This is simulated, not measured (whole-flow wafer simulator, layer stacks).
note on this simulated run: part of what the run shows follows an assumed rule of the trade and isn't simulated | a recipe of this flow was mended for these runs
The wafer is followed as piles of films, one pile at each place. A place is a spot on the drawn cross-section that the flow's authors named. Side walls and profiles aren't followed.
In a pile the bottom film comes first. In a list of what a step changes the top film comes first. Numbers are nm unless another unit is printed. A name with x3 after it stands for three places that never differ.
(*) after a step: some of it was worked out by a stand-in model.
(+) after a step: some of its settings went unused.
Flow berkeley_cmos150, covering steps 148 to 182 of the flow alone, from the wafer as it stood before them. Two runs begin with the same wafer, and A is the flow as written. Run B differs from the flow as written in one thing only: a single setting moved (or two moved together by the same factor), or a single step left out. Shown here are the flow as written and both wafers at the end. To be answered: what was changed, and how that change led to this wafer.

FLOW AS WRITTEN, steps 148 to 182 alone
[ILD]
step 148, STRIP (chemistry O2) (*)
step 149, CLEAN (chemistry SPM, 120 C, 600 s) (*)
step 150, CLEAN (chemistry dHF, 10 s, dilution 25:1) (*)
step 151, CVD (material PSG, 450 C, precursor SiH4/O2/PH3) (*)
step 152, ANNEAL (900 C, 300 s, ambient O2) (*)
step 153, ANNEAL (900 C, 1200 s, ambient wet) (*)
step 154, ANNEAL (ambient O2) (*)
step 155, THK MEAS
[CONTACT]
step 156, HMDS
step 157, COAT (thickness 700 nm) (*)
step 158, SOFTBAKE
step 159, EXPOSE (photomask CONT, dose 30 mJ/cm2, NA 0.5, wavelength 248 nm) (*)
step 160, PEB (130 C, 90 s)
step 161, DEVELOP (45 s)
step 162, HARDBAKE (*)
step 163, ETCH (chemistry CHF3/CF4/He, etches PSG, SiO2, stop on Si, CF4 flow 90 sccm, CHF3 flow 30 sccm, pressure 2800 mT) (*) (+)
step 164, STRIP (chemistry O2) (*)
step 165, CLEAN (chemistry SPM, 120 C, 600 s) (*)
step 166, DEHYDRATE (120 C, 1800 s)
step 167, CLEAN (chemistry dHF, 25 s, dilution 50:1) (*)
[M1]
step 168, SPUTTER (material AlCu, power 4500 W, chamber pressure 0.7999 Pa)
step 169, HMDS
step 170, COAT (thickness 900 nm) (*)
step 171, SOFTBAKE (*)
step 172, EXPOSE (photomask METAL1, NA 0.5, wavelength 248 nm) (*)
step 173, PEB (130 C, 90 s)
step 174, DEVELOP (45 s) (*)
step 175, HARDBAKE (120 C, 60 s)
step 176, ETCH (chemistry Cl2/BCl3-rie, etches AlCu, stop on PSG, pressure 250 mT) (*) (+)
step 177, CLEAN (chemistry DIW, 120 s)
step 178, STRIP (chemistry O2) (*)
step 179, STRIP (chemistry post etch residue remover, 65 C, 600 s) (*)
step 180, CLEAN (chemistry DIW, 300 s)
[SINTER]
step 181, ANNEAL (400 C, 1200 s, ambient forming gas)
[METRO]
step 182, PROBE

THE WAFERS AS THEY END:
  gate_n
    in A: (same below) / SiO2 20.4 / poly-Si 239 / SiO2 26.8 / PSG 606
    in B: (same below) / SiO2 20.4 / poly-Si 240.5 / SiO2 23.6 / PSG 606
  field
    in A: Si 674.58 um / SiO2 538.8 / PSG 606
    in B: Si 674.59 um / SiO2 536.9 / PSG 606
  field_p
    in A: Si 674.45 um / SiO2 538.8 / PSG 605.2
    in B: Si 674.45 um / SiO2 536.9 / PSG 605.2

What caused this: step 153, ANNEAL: 888 C was run, whereas the flow has 900 C.

Step by step, how the change led to this:
  step 153, ANNEAL (900 C, 1200 s, ambient wet) (*)
      sd_n, contact, m1: A -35 PSG, +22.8 SiO2, -10 Si | B -35 PSG, +19.8 SiO2, -8.71 Si
      field, field_p: A -35 PSG, +16.3 SiO2, -7.15 Si | B -35 PSG, +14.4 SiO2, -6.33 Si
      (as well as at 3 more places)
  step 163, ETCH (chemistry CHF3/CF4/He, etches PSG, SiO2, stop on Si, CF4 flow 90 sccm, CHF3 flow 30 sccm, pressure 2800 mT) (*) (+)
      contact: A -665 PSG (all of it), -38.1 SiO2 (all of it), -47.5 Si | B -665 PSG (all of it), -35.1 SiO2 (all of it), -47.5 Si
